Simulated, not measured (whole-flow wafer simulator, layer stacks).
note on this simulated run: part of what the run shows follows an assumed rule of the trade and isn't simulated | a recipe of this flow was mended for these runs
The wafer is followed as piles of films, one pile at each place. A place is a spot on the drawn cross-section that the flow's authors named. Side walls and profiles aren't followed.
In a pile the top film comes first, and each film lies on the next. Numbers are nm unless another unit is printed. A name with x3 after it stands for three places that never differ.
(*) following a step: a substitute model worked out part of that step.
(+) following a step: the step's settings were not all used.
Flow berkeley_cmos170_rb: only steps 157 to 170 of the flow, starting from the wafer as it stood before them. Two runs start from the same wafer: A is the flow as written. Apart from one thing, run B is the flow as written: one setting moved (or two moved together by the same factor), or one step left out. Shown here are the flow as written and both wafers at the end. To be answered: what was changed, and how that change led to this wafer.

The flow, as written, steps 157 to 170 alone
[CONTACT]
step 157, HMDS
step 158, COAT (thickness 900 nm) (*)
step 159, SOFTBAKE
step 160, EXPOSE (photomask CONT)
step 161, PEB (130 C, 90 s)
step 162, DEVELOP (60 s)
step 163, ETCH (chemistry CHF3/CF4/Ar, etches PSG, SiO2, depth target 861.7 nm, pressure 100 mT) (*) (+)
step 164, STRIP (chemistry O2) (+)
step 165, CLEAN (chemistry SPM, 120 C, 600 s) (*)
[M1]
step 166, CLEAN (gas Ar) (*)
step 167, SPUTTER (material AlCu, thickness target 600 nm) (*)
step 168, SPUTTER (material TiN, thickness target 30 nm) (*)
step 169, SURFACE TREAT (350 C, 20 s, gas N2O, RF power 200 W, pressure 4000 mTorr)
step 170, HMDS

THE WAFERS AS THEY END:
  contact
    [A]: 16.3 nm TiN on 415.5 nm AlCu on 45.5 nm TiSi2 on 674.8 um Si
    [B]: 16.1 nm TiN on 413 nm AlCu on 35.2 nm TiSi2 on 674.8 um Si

What caused this: step 163, ETCH: depth target 1068 nm was run, whereas the flow has depth target 861.7 nm.

How this came from the change, step by step:
  step 163, ETCH (chemistry CHF3/CF4/Ar, etches PSG, SiO2, depth target 861.7 nm, pressure 100 mT) (*) (+)
      field, sd_n, spacer_n, gate, sd_p, spacer_p, gate_p, m1: A -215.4 KrF-resist | B -267.1 KrF-resist
      contact: A -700 PSG (all of it), -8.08 TiSi2 | B -700 PSG (all of it), -18.4 TiSi2
  step 164, STRIP (chemistry O2) (+)
      field: A -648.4 KrF-resist (all of it) | B -596.7 KrF-resist (all of it)
      sd_n: A -772.5 KrF-resist (all of it) | B -720.8 KrF-resist (all of it)
      (also at 6 further places)
